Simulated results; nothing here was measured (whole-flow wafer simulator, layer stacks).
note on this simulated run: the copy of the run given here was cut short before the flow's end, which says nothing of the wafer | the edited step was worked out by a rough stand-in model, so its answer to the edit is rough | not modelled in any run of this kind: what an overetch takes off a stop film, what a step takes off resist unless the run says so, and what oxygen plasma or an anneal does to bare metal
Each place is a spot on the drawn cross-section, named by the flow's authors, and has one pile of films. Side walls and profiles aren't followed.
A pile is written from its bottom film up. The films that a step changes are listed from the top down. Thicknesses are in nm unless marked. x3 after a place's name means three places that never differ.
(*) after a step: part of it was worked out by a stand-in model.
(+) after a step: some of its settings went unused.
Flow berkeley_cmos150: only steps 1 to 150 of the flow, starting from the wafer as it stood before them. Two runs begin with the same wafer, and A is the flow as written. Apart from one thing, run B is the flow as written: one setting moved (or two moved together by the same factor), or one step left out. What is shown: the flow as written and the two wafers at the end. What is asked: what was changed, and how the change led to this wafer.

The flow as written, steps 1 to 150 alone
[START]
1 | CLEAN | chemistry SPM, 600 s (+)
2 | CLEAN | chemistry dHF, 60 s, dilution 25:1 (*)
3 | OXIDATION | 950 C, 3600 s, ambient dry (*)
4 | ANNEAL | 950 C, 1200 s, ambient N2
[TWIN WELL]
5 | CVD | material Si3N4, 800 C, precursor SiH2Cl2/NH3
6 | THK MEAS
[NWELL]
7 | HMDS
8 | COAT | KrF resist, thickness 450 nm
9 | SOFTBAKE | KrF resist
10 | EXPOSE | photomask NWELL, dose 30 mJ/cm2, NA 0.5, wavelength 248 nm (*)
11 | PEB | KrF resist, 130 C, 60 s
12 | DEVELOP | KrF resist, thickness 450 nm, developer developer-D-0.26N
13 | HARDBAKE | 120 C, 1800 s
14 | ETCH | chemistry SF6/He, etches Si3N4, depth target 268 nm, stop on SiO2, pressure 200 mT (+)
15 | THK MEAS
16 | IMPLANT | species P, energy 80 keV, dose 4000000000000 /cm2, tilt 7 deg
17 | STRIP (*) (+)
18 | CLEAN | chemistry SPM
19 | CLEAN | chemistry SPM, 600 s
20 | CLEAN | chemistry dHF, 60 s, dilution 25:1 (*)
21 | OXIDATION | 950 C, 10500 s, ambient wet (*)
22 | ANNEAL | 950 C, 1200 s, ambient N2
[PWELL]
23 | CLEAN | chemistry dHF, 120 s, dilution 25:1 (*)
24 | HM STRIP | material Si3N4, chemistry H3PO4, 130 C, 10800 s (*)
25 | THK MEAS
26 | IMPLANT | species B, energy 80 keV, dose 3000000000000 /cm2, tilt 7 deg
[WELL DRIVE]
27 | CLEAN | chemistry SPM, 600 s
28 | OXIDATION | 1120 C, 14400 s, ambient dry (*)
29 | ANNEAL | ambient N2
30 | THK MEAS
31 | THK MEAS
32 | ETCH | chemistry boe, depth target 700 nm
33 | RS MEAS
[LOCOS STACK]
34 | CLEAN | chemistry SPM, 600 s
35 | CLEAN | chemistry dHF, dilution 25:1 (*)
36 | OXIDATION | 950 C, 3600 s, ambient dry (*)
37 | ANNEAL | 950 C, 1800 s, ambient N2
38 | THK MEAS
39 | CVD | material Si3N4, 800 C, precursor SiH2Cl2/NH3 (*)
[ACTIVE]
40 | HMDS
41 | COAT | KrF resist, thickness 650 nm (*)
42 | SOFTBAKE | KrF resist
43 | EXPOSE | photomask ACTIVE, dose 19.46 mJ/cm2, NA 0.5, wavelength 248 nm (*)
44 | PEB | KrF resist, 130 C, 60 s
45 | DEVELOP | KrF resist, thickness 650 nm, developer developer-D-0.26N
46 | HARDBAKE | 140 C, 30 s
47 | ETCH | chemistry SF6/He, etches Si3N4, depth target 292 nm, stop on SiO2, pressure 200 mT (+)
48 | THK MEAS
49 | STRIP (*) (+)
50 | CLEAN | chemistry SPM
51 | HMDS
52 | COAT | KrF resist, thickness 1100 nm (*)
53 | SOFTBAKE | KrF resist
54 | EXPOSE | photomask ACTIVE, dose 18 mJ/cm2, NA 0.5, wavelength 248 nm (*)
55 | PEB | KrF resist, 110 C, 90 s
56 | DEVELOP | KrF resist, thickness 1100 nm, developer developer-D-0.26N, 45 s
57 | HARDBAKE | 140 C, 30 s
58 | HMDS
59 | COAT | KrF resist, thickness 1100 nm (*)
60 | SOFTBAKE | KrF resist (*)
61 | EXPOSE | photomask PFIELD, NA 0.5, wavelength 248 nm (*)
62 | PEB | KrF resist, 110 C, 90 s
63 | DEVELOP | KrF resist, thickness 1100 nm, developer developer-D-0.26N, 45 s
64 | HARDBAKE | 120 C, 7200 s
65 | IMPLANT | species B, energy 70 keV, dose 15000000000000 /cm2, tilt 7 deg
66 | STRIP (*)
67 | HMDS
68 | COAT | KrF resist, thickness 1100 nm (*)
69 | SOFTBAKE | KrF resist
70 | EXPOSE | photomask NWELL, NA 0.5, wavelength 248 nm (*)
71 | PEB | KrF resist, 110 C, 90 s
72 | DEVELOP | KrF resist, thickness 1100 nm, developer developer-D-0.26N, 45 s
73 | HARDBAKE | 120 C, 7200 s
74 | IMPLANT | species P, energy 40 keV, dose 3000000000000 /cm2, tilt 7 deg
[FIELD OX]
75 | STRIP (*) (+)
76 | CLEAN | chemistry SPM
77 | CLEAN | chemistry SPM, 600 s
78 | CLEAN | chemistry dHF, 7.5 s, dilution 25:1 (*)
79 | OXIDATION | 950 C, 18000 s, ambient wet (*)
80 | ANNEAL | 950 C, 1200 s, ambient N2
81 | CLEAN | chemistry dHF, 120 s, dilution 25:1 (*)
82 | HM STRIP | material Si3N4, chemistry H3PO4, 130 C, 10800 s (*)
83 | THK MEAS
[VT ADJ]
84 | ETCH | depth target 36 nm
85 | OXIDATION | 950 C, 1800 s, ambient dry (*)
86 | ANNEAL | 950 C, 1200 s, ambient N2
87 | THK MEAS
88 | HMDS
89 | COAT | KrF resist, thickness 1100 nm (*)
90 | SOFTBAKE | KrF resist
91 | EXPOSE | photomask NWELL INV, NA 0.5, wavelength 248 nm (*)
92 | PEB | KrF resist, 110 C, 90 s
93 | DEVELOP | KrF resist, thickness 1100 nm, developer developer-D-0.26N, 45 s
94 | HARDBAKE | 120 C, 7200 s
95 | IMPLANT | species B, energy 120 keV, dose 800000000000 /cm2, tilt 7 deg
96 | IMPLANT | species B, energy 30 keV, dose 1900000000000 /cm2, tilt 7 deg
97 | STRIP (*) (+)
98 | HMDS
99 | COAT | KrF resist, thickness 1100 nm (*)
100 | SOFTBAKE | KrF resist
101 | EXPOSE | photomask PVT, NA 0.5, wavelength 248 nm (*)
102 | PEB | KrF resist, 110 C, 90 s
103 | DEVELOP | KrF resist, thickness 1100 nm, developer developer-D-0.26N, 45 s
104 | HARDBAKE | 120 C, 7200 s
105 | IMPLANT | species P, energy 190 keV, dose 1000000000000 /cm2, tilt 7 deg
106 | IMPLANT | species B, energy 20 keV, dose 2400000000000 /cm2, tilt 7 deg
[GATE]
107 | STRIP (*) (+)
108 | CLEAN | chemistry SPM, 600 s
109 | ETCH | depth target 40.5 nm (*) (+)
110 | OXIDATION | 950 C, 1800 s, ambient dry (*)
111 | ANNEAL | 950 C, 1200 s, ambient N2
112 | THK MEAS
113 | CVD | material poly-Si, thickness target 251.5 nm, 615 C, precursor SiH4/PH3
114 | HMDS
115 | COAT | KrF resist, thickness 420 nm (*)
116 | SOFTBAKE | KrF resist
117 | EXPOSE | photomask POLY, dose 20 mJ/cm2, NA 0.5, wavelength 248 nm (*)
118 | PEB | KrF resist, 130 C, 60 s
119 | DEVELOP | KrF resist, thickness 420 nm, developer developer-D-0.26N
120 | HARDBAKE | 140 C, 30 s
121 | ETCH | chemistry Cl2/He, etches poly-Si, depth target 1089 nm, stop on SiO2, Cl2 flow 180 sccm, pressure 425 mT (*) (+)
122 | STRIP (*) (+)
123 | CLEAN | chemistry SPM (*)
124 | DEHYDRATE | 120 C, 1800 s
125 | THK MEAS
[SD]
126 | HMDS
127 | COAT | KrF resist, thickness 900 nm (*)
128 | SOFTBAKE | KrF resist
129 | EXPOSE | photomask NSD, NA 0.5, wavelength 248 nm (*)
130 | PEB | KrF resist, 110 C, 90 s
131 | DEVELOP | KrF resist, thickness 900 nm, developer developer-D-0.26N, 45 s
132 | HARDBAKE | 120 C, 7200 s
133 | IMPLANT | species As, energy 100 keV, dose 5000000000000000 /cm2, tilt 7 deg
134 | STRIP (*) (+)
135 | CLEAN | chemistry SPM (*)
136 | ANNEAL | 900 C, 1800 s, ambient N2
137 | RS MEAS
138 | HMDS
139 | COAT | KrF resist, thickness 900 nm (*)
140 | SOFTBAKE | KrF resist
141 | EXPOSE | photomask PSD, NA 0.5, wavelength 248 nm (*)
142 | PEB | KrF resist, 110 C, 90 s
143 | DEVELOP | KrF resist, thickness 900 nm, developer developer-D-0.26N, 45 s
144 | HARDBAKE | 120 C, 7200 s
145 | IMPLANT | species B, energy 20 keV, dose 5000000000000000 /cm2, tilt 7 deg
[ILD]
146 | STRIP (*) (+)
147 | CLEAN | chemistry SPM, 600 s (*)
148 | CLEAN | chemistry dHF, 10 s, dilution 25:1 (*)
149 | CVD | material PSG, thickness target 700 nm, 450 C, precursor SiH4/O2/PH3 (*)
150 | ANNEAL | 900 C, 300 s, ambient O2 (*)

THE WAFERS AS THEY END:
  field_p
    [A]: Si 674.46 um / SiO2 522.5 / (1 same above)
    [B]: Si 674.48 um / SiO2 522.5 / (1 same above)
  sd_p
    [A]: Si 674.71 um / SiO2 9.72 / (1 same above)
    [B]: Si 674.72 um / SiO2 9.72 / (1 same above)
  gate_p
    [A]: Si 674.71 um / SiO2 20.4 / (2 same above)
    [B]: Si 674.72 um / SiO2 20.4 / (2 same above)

What caused this: step 21, OXIDATION: 8925 s was run, though the flow has 10500 s.

Step by step, how the change led to this:
  21 | OXIDATION | 950 C, 10500 s, ambient wet (*)
      field, sd_n, gate_n, contact, m1: A +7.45 SiO2 (new film), -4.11 Si3N4 | B +6.53 SiO2 (new film), -3.6 Si3N4
      field_p, sd_p, gate_p: A +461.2 SiO2, -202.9 Si | B +409.6 SiO2, -180.2 Si
  23 | CLEAN | chemistry dHF, 120 s, dilution 25:1 (*)
      field, sd_n, gate_n, contact, m1: A -7.45 SiO2 (all of it), -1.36 Si3N4 | B -6.53 SiO2 (all of it), -1.44 Si3N4
  28 | OXIDATION | 1120 C, 14400 s, ambient dry (*)
      field_p, sd_p, gate_p: A +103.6 SiO2, -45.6 Si | B +112.9 SiO2, -49.7 Si
  32 | ETCH | chemistry boe, depth target 700 nm
      field_p, sd_p, gate_p: A -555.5 SiO2 (all of it) | B -513.2 SiO2 (all of it)
  41 | COAT | KrF resist, thickness 650 nm (*)
      field: A +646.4 KrF resist (new film) | B +621.1 KrF resist (new film)
  45 | DEVELOP | KrF resist, thickness 650 nm, developer developer-D-0.26N
      field: A -645.4 KrF resist (all of it) | B -620.2 KrF resist (all of it)
  122 | STRIP (*) (+)
      gate_p: A +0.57 chemical SiO2 (new film), -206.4 KrF resist (all of it), -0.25 poly-Si | B +0.57 chemical SiO2 (new film), -202.1 KrF resist (all of it), -0.25 poly-Si
